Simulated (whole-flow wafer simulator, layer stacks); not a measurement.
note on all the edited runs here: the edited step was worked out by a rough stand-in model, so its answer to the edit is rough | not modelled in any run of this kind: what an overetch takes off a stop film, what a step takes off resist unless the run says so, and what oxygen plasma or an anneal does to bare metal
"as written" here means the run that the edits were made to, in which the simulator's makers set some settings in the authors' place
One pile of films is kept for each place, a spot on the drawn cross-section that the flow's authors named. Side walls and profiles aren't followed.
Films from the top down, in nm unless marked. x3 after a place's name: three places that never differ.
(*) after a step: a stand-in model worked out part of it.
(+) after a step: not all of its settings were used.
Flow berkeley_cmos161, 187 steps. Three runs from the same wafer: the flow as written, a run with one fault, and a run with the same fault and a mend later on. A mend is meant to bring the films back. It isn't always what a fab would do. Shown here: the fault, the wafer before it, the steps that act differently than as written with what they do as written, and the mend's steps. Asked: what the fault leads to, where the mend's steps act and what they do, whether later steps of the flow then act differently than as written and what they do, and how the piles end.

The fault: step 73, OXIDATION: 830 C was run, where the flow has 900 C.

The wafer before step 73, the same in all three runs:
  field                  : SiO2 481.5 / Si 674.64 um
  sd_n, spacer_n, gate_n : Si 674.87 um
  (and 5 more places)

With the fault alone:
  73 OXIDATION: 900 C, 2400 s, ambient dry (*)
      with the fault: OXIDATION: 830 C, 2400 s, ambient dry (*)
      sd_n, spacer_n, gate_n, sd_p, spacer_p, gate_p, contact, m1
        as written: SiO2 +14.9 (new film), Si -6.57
        with the fault: SiO2 +7.2 (new film), Si -3.17
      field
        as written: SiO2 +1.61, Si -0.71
        with the fault: SiO2 +0.42, Si -0.19
  Later steps of the flow that act differently than as written (44 more steps differ only slightly, by at most 2% or 0.5 nm, whichever is larger, and aren't shown):
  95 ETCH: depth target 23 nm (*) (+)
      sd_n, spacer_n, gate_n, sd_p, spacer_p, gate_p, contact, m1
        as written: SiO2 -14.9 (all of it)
        with the fault: SiO2 -7.2 (all of it)
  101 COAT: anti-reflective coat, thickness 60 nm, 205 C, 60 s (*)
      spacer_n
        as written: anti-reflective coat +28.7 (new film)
        with the fault: anti-reflective coat +29.5 (new film)
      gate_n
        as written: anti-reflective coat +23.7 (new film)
        with the fault: anti-reflective coat +24.5 (new film)
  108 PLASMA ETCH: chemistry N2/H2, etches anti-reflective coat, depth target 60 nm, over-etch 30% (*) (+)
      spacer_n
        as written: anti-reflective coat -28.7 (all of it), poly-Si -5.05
        with the fault: anti-reflective coat -29.5 (all of it), poly-Si -4.93
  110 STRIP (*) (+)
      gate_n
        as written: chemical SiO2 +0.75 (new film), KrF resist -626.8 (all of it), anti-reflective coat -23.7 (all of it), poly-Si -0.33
        with the fault: chemical SiO2 +0.75 (new film), KrF resist -624.3 (all of it), anti-reflective coat -24.5 (all of it), poly-Si -0.33
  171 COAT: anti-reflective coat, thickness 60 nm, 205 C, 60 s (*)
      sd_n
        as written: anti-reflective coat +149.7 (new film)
        with the fault: anti-reflective coat +146.3 (new film)
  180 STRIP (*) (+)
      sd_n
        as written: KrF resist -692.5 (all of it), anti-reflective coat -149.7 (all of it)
        with the fault: KrF resist -693.1 (all of it), anti-reflective coat -146.3 (all of it)
  At the end the piles differ from the flow's only slightly at the places that both follow, by at most 2% or 0.5 nm, whichever is larger.

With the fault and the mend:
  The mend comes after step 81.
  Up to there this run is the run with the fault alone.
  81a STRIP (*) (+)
      sd_p
        KrF resist -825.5 (all of it)
      spacer_p
        KrF resist -807.5 (all of it)
      gate_p
        KrF resist -806.4 (all of it)
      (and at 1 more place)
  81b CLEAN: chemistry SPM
      changes no film at any place that is followed
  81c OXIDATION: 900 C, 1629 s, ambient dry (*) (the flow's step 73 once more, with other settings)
      sd_n, spacer_n, gate_n, sd_p, spacer_p, gate_p, contact, m1
        SiO2 +7.71, Si -3.39
      field
        SiO2 +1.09, Si -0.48
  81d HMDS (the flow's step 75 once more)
      changes no film at any place that is followed
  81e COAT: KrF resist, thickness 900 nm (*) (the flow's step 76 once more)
      field
        KrF resist +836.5 (new film)
      sd_n
        KrF resist +1024.4 (new film)
      spacer_n
        KrF resist +984.7 (new film)
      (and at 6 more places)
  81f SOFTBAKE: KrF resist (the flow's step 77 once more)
      changes no film at any place that is followed
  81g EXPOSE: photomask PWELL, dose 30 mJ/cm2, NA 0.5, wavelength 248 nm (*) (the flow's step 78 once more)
      changes no film at any place that is followed
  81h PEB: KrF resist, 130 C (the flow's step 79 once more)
      sd_n, m1
        KrF resist -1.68
      spacer_n, gate_n
        KrF resist -1.61
      spacer_p, gate_p
        KrF resist -1.6
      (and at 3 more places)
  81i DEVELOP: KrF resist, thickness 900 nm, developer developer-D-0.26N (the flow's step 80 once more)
      sd_p, spacer_p, gate_p, m1
        KrF resist -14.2
      field
        KrF resist -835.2 (all of it)
      sd_n
        KrF resist -1022.8 (all of it)
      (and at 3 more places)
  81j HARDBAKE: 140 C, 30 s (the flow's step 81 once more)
      sd_p
        KrF resist -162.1
      spacer_p
        KrF resist -158.7
      gate_p
        KrF resist -158.5
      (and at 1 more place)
  No later step of the flow acts differently than as written, at any place that is followed, by more than 2% or 0.5 nm, whichever is larger.
  At the end the piles differ from the flow's only slightly at the places that both follow, by at most 2% or 0.5 nm, whichever is larger.
